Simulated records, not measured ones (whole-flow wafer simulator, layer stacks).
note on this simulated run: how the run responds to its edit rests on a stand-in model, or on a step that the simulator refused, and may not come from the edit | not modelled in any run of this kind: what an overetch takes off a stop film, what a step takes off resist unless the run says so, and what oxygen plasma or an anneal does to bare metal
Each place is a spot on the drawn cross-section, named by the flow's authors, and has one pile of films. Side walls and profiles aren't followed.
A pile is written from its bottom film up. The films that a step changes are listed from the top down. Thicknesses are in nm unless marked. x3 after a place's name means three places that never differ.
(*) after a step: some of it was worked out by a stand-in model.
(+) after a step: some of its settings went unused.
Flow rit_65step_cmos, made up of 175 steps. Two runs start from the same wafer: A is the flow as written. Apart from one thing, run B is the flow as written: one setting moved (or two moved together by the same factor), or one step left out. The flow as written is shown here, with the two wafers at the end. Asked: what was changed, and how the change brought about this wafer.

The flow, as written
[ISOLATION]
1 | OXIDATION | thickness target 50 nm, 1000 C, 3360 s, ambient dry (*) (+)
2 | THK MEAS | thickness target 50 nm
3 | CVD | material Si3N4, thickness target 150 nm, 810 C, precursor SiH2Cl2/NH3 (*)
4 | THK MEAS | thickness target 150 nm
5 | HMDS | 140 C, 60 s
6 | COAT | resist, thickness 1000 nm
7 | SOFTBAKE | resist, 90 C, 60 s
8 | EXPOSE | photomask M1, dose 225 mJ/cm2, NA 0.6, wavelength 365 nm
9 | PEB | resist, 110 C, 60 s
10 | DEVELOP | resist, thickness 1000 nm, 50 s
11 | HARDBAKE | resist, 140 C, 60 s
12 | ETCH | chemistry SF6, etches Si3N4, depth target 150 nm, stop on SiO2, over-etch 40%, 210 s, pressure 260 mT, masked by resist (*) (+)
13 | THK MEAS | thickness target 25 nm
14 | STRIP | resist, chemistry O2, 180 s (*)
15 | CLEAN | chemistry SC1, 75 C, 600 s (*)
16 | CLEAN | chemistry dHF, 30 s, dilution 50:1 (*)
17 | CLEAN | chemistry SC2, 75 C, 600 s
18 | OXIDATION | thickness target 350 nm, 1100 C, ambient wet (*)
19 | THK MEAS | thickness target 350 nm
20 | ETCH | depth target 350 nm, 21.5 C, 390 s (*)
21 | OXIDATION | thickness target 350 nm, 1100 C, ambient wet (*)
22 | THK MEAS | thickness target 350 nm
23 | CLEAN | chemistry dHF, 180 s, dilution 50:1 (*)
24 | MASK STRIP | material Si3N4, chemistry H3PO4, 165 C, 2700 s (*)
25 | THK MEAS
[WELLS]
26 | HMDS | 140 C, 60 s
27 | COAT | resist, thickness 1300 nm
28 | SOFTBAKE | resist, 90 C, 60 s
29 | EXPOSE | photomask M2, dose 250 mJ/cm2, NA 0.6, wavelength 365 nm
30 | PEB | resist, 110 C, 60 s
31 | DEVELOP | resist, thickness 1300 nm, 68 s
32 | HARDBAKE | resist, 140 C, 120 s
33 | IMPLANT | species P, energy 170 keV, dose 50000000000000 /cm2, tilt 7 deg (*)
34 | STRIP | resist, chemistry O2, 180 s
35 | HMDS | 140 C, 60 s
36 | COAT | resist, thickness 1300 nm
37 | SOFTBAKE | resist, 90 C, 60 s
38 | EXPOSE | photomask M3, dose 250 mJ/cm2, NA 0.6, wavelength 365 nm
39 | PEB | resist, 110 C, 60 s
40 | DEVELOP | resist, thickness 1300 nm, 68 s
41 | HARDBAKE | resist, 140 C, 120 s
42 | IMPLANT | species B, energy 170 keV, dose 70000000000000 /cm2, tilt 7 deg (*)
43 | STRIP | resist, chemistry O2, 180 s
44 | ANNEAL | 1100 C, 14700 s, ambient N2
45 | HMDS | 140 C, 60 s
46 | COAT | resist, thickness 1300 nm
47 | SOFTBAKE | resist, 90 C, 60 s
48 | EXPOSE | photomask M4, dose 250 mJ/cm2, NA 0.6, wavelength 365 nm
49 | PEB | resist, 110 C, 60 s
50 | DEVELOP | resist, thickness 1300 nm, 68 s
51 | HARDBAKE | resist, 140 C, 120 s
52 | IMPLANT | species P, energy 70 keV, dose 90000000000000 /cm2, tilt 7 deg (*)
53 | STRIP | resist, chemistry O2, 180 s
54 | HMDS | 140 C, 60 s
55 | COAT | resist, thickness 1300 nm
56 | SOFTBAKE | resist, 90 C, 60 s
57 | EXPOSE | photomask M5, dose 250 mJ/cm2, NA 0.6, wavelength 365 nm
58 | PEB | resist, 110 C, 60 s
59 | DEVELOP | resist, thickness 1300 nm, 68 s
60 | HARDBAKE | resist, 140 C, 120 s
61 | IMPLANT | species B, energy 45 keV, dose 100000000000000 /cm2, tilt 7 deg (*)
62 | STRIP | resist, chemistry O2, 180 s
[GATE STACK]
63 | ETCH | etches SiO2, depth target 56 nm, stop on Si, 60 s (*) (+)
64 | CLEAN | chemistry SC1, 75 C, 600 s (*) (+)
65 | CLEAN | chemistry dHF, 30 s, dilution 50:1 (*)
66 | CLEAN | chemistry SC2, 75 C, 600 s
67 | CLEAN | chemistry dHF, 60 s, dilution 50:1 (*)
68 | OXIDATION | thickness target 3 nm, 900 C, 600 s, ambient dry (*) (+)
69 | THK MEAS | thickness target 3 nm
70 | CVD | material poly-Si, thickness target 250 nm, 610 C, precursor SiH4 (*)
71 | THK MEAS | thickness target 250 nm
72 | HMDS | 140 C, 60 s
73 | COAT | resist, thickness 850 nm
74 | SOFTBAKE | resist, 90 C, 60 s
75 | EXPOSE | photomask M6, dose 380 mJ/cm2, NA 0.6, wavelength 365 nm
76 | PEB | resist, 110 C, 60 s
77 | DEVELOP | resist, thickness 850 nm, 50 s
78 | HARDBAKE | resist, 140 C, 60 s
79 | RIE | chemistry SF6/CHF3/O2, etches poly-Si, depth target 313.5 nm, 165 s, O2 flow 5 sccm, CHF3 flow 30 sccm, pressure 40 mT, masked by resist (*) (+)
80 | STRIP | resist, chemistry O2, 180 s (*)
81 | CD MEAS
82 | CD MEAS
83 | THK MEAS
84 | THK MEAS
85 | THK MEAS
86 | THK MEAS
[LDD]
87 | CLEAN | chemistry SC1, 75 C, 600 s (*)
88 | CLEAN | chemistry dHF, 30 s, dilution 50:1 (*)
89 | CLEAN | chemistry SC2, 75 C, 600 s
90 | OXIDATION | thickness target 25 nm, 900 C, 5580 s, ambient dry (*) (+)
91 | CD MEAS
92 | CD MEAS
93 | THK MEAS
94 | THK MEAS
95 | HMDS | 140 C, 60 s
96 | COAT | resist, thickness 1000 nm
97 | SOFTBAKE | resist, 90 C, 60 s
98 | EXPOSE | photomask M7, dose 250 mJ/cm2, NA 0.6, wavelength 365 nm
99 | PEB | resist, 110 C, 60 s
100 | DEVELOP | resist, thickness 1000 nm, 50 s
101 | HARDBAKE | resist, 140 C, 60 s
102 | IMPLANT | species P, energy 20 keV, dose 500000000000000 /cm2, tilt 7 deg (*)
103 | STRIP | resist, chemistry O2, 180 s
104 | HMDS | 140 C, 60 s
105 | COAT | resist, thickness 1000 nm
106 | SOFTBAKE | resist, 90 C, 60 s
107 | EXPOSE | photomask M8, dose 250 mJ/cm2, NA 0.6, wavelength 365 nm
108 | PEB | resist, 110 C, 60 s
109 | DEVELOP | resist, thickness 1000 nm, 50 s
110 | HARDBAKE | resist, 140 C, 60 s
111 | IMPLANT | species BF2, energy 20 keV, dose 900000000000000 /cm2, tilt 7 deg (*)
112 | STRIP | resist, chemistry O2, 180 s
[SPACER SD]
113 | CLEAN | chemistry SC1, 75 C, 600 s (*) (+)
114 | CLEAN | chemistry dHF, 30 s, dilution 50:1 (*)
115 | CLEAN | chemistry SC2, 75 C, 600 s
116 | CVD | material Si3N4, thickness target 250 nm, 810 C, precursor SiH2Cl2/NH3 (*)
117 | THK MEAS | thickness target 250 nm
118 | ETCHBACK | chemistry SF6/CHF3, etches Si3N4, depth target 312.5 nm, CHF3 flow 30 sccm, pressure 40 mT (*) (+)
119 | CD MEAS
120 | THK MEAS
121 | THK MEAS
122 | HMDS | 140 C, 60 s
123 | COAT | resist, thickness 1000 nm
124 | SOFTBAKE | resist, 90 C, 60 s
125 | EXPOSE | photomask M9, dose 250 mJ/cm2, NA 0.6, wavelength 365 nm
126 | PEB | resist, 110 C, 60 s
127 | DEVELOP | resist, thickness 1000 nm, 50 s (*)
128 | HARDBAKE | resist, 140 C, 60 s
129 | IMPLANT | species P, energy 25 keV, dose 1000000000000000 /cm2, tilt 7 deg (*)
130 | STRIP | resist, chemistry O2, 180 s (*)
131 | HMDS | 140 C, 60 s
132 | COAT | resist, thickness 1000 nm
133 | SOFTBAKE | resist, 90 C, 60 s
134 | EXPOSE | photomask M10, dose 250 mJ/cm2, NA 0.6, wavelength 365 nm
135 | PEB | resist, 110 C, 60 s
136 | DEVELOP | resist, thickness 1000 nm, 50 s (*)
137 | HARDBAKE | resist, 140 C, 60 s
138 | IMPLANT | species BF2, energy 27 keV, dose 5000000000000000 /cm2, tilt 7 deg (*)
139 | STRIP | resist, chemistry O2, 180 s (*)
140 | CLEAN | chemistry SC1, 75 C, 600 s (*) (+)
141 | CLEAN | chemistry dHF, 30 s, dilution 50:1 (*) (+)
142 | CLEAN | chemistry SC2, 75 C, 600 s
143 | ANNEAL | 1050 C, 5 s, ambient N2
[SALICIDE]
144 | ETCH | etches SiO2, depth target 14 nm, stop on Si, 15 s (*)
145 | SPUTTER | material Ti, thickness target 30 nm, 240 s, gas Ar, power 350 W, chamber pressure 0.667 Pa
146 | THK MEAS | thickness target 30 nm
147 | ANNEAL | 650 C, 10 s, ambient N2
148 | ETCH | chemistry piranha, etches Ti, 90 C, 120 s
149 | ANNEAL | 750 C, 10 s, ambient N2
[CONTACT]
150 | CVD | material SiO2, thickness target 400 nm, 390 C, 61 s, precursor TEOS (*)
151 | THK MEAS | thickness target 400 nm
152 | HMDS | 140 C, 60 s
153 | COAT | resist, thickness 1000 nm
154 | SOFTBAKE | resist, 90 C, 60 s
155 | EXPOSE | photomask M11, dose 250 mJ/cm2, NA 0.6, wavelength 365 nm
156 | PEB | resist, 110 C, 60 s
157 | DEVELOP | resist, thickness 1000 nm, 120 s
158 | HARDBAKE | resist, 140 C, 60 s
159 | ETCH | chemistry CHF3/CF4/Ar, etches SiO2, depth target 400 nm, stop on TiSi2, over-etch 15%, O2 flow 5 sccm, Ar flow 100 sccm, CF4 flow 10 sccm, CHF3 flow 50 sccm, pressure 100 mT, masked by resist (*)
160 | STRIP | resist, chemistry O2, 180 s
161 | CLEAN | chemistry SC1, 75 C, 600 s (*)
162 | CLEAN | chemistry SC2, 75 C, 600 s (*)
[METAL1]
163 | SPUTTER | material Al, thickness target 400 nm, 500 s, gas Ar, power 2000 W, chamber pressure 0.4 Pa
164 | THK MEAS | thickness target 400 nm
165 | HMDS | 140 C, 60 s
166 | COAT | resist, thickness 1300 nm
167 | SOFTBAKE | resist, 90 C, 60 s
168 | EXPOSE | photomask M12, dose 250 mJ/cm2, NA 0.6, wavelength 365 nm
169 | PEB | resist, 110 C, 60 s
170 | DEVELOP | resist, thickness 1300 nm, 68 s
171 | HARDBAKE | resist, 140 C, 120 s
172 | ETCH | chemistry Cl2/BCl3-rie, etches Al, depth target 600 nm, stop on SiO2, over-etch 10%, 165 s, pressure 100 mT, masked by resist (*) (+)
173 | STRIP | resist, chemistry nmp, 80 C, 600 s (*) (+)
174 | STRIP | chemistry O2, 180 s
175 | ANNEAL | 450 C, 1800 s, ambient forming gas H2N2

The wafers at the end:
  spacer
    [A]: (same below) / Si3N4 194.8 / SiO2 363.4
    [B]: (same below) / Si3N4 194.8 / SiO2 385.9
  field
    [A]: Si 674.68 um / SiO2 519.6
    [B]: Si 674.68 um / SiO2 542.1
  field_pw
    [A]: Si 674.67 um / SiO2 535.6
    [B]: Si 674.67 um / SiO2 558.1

The reason: step 163, SPUTTER: thickness target 580 nm was run, whereas the flow has thickness target 400 nm.

How this came from the change, step by step:
  163 | SPUTTER | material Al, thickness target 400 nm, 500 s, gas Ar, power 2000 W, chamber pressure 0.4 Pa
      field, field_pw, field_p, spacer, spacer_p: A Al gains 400 (new film) | B Al gains 580 (new film)
      gate_n, gate_p: A Al gains 396 (new film) | B Al gains 542.1 (new film)
      (as well as at 1 more place)
  166 | COAT | resist, thickness 1300 nm
      gate_n: A resist gains 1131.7 (new film) | B resist gains 1168 (new film)
      gate_p: A resist gains 1135.6 (new film) | B resist gains 1171.2 (new film)
  169 | PEB | resist, 110 C, 60 s
      gate_n: A resist loses 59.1 | B resist loses 61.1
      gate_p: A resist loses 59.3 | B resist loses 61.3
  170 | DEVELOP | resist, thickness 1300 nm, 68 s
      gate_n: A resist loses 1072.6 (all of it) | B resist loses 1106.9 (all of it)
      gate_p: A resist loses 1076.3 (all of it) | B resist loses 1109.9 (all of it)
  172 | ETCH | chemistry Cl2/BCl3-rie, etches Al, depth target 600 nm, stop on SiO2, over-etch 10%, 165 s, pressure 100 mT, masked by resist (*) (+)
      field, field_pw, field_p, spacer, spacer_p: A Al loses 400 (all of it), SiO2 loses 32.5 | B Al loses 580 (all of it), SiO2 loses 10
      gate_n, gate_p: A Al loses 396 (all of it), SiO2 loses 33 | B Al loses 542.1 (all of it), SiO2 loses 14.7
      (as well as at 1 more place)
